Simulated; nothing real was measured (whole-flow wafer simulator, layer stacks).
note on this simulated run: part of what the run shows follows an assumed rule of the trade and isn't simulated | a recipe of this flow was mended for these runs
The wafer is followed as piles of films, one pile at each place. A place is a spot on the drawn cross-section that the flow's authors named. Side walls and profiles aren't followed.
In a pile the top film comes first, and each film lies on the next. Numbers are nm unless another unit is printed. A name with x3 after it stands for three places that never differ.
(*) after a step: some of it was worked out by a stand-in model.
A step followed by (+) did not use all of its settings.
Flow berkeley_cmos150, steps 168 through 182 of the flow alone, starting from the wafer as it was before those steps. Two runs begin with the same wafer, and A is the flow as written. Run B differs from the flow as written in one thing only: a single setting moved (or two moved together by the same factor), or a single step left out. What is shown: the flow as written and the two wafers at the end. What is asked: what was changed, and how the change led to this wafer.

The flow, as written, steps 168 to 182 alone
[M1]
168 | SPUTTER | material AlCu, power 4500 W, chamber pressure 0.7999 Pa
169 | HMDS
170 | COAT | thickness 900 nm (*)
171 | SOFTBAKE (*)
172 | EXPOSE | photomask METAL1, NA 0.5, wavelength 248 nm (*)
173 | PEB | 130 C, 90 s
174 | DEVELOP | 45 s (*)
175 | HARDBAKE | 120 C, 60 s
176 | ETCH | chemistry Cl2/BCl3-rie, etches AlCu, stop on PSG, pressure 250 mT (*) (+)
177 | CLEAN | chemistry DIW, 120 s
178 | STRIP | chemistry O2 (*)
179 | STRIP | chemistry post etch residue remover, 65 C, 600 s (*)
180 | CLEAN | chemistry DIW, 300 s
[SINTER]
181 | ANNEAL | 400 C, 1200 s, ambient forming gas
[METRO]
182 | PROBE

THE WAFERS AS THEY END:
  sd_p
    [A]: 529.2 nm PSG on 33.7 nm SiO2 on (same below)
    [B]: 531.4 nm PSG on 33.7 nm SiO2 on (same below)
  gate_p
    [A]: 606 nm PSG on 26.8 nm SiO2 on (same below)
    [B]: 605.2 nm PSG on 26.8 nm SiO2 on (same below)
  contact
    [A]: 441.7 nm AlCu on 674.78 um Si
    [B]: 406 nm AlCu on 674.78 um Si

Cause: step 168, SPUTTER: chamber pressure 1.004 Pa was run, while the flow as written has chamber pressure 0.7999 Pa.

The path from the change to this, step by step:
  168 | SPUTTER | material AlCu, power 4500 W, chamber pressure 0.7999 Pa
      field, sd_n, gate_n, m1: A +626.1 AlCu (new film) | B +570.5 AlCu (new film)
      field_p: A +619.8 AlCu (new film) | B +564.5 AlCu (new film)
      (as well as at 3 more places)
  176 | ETCH | chemistry Cl2/BCl3-rie, etches AlCu, stop on PSG, pressure 250 mT (*) (+)
      field, sd_n, gate_n: A -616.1 AlCu (all of it), -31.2 PSG | B -560.5 AlCu (all of it), -31.2 PSG
      contact, m1: A -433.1 thick-KrF-resist | B -405.2 thick-KrF-resist
      (as well as at 3 more places)
  178 | STRIP | chemistry O2 (*)
      m1: A -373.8 thick-KrF-resist (all of it) | B -401.9 thick-KrF-resist (all of it)
